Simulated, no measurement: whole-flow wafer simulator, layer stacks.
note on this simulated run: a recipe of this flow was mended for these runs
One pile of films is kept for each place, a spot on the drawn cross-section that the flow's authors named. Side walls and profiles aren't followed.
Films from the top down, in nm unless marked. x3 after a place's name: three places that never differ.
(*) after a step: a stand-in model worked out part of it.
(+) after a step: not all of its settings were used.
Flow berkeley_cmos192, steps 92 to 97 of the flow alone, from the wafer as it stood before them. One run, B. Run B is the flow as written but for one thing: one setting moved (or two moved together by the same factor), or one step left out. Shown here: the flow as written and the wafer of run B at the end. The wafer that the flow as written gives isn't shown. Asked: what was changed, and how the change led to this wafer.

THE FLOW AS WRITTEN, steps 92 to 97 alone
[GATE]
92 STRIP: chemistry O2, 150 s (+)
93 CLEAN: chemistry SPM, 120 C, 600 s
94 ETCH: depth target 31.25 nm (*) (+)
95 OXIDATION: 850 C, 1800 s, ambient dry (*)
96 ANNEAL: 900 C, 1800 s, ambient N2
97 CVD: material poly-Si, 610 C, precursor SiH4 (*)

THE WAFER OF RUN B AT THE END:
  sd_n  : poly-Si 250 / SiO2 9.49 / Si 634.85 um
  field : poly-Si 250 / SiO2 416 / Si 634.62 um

The cause: step 95, OXIDATION: 873 C was run, where the flow has 850 C.

How the change led to this, step by step:
  95 OXIDATION: 850 C, 1800 s, ambient dry (*)
      sd_n, spacer_n, gate, sd_p, spacer_p x2, contact, m1: SiO2 +9.49 (new film), Si -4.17 (as written it would be: SiO2 +7.48 (new film), Si -3.29)
